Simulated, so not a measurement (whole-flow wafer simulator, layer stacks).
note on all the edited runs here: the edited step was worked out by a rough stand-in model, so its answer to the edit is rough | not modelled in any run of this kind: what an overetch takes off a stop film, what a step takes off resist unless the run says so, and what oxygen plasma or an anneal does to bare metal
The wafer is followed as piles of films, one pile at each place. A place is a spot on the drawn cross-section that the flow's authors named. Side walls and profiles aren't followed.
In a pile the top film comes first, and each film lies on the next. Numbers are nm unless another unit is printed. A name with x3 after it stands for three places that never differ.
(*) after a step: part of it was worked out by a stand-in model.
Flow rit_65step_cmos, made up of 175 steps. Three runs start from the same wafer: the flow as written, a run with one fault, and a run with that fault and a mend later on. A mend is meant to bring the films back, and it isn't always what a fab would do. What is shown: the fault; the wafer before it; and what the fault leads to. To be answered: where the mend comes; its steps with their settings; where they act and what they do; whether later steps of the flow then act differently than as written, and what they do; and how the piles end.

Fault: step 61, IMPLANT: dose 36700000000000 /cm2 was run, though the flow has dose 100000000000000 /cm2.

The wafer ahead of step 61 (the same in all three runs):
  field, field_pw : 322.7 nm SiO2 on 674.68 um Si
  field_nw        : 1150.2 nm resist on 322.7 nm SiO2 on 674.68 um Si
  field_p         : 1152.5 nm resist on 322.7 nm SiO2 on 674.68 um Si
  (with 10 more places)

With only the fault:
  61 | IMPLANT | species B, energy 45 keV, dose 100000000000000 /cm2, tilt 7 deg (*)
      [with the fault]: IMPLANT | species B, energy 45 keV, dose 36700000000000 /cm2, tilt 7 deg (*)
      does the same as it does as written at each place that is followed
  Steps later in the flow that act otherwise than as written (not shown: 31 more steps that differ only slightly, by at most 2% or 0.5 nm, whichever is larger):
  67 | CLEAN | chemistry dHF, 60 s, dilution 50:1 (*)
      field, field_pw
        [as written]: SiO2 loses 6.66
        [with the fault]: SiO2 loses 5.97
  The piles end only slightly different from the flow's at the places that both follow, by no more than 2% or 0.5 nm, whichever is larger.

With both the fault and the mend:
  The mend stands after step 62.
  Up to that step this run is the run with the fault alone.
  62a | HMDS | 140 C, 60 s (a further turn of the flow's step 54)
      alters no film at any place that is followed
  62b | COAT | resist, thickness 1300 nm (a further turn of the flow's step 55)
      gate_n, gate_p, spacer, spacer_p, contact
        resist gains 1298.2 (new film)
      active_n, active_p, sd_p
        resist gains 1297.4 (new film)
      field_pw, field_nw
        resist gains 1313 (new film)
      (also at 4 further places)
  62c | SOFTBAKE | resist, 90 C, 60 s (a further turn of the flow's step 56)
      alters no film at any place that is followed
  62d | EXPOSE | photomask M5, dose 250 mJ/cm2, NA 0.6, wavelength 365 nm (a further turn of the flow's step 57)
      alters no film at any place that is followed
  62e | PEB | resist, 110 C, 60 s (a further turn of the flow's step 58)
      gate_n, gate_p, spacer, spacer_p, contact, m1
        resist loses 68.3
      active_n, active_p, sd_n, sd_p
        resist loses 68.2
      field, field_p
        resist loses 69.2
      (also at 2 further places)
  62f | DEVELOP | resist, thickness 1300 nm, 68 s (a further turn of the flow's step 59)
      gate_n, spacer, contact
        resist loses 1229.9 (all of it)
      field
        resist loses 1246.5 (all of it)
      field_pw
        resist loses 1243.9 (all of it)
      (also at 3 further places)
  62g | HARDBAKE | resist, 140 C, 120 s (a further turn of the flow's step 60)
      active_p, gate_p, spacer_p
        resist loses 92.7
      field_nw
        resist loses 93.8
      field_p
        resist loses 94
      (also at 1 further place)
  62h | IMPLANT | species B, energy 45 keV, dose 63300000000000 /cm2, tilt 7 deg (*) (a further turn of the flow's step 61, with different settings)
      alters no film at any place that is followed
  62i | STRIP | resist, chemistry O2, 180 s (a further turn of the flow's step 62)
      active_p, sd_p
        resist loses 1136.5 (all of it)
      gate_p, spacer_p
        resist loses 1137.2 (all of it)
      field_nw
        resist loses 1150.2 (all of it)
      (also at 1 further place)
  Every later step of the flow that is run acts as written at every place that is followed.
  At every place that both follow, the piles at the end match the flow's.
